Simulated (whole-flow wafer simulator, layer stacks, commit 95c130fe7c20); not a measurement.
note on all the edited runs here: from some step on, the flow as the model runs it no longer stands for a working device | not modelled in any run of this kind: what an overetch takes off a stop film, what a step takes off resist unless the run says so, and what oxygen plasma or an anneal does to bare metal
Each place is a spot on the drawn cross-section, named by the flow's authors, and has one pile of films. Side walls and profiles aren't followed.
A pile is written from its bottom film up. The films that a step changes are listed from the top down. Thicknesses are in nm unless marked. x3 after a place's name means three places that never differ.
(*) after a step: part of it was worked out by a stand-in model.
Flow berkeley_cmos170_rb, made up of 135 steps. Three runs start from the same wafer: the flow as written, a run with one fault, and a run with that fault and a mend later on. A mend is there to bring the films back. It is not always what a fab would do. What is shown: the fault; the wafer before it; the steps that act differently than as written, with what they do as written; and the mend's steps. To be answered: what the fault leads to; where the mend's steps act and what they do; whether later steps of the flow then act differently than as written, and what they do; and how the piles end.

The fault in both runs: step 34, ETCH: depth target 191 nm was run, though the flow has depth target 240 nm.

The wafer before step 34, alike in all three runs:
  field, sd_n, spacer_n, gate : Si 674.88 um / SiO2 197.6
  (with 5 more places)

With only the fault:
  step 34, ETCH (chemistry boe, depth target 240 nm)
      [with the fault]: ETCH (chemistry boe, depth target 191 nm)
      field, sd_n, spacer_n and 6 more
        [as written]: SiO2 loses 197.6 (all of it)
        [with the fault]: SiO2 loses 191
  Steps further on in the flow that do not act as written (33 more steps, not shown, differ only slightly: by at most 2% or 0.5 nm, whichever is larger):
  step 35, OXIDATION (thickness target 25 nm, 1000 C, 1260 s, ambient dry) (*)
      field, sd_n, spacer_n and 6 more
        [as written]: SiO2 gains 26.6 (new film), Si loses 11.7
        [with the fault]: SiO2 gains 24.3, Si loses 10.7
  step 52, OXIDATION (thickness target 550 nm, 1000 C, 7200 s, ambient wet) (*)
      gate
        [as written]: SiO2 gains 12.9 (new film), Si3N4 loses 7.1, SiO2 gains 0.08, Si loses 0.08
        [with the fault]: SiO2 gains 12.9 (new film), Si3N4 loses 7.1
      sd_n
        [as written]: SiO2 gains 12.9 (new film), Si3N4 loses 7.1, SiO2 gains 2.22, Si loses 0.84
        [with the fault]: SiO2 gains 12.9 (new film), Si3N4 loses 7.1, SiO2 gains 4.09, Si loses 1.61
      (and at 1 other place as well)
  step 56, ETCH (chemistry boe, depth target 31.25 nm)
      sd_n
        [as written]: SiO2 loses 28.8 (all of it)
        [with the fault]: SiO2 loses 31.2
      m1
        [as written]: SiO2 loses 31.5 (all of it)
        [with the fault]: SiO2 loses 31.3
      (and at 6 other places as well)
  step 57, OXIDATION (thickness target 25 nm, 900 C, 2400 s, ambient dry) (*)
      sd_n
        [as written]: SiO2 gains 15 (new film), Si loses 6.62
        [with the fault]: SiO2 gains 13, Si loses 5.74
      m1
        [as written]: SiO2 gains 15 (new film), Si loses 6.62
        [with the fault]: SiO2 gains 12.6, Si loses 5.53
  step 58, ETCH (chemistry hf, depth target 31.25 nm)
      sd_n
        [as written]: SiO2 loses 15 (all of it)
        [with the fault]: SiO2 loses 16.8 (all of it)
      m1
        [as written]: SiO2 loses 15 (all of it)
        [with the fault]: SiO2 loses 20.1 (all of it)
  The piles end only slightly different from the flow's at the places that both follow, by no more than 2% or 0.5 nm, whichever is larger.

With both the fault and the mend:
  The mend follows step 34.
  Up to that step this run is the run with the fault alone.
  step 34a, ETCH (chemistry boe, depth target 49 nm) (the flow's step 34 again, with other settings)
      field, sd_n, spacer_n and 6 more
        SiO2 loses 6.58 (all of it)
  None of the later steps of the flow acts differently than as written at any place that is followed.
  By the end, the piles equal the flow's at every place that both follow.
